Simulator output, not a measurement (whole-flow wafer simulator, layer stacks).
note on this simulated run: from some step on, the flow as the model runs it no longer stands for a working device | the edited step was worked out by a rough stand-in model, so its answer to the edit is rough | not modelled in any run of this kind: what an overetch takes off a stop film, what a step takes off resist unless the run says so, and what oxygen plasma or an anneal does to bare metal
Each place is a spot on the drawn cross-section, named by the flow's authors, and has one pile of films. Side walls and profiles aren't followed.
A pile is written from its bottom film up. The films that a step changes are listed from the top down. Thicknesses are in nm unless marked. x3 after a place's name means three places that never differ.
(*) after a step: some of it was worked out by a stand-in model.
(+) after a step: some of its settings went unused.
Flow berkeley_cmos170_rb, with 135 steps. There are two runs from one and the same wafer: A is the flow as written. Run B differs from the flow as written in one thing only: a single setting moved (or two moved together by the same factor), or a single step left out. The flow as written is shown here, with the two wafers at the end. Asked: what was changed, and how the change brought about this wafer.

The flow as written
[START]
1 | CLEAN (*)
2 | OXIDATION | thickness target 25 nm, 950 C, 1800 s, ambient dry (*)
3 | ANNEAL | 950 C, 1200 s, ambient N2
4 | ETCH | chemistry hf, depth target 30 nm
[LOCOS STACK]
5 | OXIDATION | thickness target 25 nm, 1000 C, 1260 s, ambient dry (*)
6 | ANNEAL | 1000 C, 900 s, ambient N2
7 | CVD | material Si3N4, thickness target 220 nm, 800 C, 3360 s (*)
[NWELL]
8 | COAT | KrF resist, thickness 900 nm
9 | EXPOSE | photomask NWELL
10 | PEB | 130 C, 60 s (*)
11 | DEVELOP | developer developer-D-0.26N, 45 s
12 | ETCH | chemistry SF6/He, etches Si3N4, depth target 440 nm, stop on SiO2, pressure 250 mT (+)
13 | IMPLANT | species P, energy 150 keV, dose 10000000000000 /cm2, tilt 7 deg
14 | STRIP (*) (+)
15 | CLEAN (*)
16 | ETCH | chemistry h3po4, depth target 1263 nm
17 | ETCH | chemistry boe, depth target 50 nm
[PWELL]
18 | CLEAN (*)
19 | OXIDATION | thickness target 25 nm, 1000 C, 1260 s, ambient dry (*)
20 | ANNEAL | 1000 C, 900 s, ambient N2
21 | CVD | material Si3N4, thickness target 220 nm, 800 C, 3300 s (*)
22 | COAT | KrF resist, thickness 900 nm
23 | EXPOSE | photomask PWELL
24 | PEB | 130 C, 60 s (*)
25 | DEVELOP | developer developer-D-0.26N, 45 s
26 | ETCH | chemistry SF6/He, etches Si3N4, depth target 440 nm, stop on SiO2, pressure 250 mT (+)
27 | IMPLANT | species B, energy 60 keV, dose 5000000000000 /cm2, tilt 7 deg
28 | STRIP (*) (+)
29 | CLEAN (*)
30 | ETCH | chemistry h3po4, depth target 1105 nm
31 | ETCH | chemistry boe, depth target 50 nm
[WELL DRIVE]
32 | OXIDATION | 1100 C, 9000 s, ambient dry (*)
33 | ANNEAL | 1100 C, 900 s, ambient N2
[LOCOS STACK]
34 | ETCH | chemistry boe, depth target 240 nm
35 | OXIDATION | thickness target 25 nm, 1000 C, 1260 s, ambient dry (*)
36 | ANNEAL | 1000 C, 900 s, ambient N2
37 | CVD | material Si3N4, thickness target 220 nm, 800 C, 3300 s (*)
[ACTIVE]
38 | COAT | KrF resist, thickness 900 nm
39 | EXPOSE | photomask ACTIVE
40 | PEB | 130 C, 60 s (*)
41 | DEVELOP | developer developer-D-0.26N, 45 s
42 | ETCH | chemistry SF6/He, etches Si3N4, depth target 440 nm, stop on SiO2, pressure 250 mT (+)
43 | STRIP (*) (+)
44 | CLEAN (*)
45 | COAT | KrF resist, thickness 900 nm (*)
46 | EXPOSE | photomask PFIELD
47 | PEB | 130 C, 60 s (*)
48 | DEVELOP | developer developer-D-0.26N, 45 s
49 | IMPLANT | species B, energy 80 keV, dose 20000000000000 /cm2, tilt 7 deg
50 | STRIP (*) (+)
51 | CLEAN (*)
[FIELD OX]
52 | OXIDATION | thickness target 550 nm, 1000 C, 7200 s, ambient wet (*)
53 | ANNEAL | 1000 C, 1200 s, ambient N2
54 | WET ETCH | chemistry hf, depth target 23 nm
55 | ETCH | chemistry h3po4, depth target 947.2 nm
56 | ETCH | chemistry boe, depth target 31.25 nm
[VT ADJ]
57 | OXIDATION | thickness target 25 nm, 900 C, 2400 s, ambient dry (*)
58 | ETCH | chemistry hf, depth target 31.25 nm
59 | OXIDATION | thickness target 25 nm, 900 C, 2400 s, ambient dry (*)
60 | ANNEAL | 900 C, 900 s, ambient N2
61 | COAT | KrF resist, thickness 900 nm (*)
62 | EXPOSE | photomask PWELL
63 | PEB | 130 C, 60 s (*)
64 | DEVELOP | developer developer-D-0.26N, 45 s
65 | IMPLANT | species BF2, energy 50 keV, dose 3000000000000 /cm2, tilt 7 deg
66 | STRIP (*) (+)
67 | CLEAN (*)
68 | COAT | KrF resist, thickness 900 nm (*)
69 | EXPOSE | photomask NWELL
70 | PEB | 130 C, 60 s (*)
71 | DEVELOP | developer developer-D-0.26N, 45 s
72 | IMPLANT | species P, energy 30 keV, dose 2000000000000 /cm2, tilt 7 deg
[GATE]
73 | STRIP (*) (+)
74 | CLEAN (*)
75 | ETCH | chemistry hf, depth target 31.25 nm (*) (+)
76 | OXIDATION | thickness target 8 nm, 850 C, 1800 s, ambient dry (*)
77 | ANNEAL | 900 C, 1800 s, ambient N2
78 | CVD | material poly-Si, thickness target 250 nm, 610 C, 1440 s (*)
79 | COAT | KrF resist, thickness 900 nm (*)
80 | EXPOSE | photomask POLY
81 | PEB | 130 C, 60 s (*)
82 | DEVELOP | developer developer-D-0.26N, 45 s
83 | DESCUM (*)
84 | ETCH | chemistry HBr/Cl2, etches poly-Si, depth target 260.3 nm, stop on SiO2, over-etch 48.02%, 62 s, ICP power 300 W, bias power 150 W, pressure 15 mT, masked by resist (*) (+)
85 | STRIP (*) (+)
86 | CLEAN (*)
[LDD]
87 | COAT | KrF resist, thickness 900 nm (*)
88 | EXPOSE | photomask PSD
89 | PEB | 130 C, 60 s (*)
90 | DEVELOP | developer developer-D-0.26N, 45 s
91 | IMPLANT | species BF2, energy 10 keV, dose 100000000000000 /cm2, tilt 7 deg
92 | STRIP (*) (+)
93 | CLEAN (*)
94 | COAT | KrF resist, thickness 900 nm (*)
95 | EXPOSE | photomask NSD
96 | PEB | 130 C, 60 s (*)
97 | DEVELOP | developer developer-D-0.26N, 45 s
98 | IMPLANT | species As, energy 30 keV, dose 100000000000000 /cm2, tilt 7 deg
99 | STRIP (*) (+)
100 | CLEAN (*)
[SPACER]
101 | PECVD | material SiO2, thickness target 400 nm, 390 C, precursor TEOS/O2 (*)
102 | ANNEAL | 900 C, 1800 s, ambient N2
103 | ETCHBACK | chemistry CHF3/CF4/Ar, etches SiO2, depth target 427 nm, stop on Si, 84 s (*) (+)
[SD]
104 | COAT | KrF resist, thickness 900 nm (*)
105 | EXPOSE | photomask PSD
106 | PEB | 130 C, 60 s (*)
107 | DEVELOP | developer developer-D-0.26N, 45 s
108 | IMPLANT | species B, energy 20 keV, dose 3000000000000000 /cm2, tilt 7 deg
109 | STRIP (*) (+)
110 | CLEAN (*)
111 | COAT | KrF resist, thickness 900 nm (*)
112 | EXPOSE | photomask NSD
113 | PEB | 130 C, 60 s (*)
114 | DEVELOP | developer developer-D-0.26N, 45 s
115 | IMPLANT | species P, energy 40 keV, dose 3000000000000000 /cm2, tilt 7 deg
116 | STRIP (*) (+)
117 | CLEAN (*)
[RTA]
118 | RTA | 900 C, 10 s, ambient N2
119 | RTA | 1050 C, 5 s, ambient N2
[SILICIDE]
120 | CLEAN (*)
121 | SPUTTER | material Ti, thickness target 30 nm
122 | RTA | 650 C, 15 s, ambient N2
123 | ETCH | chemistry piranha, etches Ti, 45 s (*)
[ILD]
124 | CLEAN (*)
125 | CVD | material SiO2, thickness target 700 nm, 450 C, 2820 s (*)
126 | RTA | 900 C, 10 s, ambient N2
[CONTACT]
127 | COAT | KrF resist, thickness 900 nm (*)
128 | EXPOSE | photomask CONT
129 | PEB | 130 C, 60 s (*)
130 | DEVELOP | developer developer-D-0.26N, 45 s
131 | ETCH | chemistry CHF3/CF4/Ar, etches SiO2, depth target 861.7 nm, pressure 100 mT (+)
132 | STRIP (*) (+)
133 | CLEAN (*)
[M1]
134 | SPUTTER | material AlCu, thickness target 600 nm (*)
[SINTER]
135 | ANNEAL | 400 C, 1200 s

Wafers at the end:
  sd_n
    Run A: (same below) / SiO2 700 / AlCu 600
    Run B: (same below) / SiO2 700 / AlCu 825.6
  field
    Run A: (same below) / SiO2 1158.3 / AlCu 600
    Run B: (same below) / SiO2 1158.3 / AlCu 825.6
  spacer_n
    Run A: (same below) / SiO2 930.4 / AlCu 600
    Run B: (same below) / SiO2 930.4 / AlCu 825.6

What caused this: step 134, SPUTTER: thickness target 825.6 nm was run, while the flow as written has thickness target 600 nm.
One can read it off the wafer: sd_n has AlCu 825.6, and step 134 as written asks for 600 nm.

The path from the change to this, step by step:
  134 | SPUTTER | material AlCu, thickness target 600 nm (*)
      field, sd_n, spacer_n, gate, spacer_p, gate_p, m1: A AlCu gains 600 (new film) | B AlCu gains 825.6 (new film)
      sd_p: A AlCu gains 545.9 (new film) | B AlCu gains 762.8 (new film)
      (as well as at 1 more place)
